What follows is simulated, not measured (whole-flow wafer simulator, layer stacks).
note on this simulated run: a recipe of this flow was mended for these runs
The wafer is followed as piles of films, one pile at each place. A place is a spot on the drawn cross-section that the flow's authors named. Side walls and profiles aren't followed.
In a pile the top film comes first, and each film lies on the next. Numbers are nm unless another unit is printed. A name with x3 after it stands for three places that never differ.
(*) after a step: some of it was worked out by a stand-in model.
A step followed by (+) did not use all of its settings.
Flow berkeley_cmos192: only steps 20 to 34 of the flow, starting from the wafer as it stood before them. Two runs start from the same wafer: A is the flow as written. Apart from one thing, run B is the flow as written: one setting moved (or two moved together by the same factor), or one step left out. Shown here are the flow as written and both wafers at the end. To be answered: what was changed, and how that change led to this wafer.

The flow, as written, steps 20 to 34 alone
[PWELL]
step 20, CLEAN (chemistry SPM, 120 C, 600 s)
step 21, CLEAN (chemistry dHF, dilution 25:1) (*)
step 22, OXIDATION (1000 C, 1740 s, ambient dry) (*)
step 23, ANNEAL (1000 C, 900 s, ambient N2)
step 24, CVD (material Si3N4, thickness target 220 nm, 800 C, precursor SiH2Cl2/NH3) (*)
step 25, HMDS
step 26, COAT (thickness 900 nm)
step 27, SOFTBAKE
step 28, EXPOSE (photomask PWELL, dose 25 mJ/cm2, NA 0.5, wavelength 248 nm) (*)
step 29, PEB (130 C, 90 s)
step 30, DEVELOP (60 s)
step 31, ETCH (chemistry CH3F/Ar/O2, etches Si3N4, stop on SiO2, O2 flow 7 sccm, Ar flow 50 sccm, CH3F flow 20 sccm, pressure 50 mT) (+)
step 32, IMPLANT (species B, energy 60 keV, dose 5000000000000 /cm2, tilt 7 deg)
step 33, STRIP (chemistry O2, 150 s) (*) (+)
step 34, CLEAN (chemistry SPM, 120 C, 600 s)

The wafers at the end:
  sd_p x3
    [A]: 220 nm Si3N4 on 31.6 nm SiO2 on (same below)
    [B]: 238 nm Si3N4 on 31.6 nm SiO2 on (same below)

Cause: step 24, CVD: thickness target 238 nm was run, while the flow as written has thickness target 220 nm.
One can read it off the wafer: sd_p x3 has Si3N4 238, and step 24 as written asks for 220 nm.

Step by step, how the change led to this:
  step 24, CVD (material Si3N4, thickness target 220 nm, 800 C, precursor SiH2Cl2/NH3) (*)
      field x6, sd_p x3: A +220 Si3N4 (new film) | B +238 Si3N4 (new film)
  step 31, ETCH (chemistry CH3F/Ar/O2, etches Si3N4, stop on SiO2, O2 flow 7 sccm, Ar flow 50 sccm, CH3F flow 20 sccm, pressure 50 mT) (+)
      field x6: A -220 Si3N4 (all of it), -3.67 SiO2 | B -238 Si3N4 (all of it), -3.67 SiO2
      sd_p x3: A -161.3 KrF-resist | B -173.3 KrF-resist
